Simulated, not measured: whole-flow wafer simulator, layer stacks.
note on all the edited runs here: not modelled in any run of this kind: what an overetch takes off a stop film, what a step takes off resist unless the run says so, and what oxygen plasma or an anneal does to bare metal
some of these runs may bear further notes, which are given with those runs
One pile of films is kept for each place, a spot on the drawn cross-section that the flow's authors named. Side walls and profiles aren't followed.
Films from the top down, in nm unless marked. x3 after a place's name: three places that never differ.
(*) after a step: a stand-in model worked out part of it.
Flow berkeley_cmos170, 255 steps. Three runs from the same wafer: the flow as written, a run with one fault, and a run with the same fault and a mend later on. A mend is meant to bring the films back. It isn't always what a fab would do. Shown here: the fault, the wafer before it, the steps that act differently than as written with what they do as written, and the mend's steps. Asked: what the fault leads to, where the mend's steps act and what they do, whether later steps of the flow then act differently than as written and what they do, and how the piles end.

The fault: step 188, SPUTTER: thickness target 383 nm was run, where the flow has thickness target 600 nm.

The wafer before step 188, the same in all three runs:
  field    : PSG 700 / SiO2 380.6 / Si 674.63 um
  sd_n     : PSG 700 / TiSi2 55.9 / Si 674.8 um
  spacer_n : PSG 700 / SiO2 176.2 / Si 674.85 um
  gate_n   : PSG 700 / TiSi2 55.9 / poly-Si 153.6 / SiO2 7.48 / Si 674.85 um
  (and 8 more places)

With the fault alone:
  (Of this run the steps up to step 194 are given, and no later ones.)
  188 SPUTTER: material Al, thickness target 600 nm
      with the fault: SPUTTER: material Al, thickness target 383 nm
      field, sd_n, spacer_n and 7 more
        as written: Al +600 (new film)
        with the fault: Al +383 (new film)
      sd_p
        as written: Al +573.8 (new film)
        with the fault: Al +359.8 (new film)
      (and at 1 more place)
  Later steps of the flow that act differently than as written (2 more steps differ only slightly, by at most 2% or 0.5 nm, whichever is larger, and aren't shown):
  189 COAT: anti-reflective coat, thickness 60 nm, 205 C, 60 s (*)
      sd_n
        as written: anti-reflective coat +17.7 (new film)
        with the fault: anti-reflective coat +11.5 (new film)
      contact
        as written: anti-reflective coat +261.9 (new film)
        with the fault: anti-reflective coat +237.7 (new film)
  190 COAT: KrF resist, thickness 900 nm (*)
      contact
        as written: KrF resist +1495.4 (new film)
        with the fault: KrF resist +1446.6 (new film)
  After step 194 the piles differ from the flow's by more than 2% or 0.5 nm, whichever is larger, at field, sd_n, spacer_n and 9 more.
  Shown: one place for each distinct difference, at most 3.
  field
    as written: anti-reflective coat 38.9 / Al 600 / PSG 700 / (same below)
    with the fault: anti-reflective coat 38.5 / Al 383 / PSG 700 / (same below)
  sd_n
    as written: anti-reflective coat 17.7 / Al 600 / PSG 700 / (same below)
    with the fault: anti-reflective coat 11.5 / Al 383 / PSG 700 / (same below)
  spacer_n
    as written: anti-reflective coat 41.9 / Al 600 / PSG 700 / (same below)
    with the fault: anti-reflective coat 41.7 / Al 383 / PSG 700 / (same below)

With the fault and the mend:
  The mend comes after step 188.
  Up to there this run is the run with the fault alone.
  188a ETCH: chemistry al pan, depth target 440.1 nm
      field, sd_n, spacer_n and 7 more
        Al -383 (all of it)
      sd_p
        Al -359.8 (all of it)
      contact
        Al -269.5 (all of it)
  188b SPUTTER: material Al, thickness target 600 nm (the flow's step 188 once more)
      field, sd_n, spacer_n and 7 more
        Al +600 (new film)
      sd_p
        Al +573.8 (new film)
      contact
        Al +415.7 (new film)
  No later step of the flow acts differently than as written at any place that is followed.
  At the end the piles are the same as the flow's at every place that both follow.
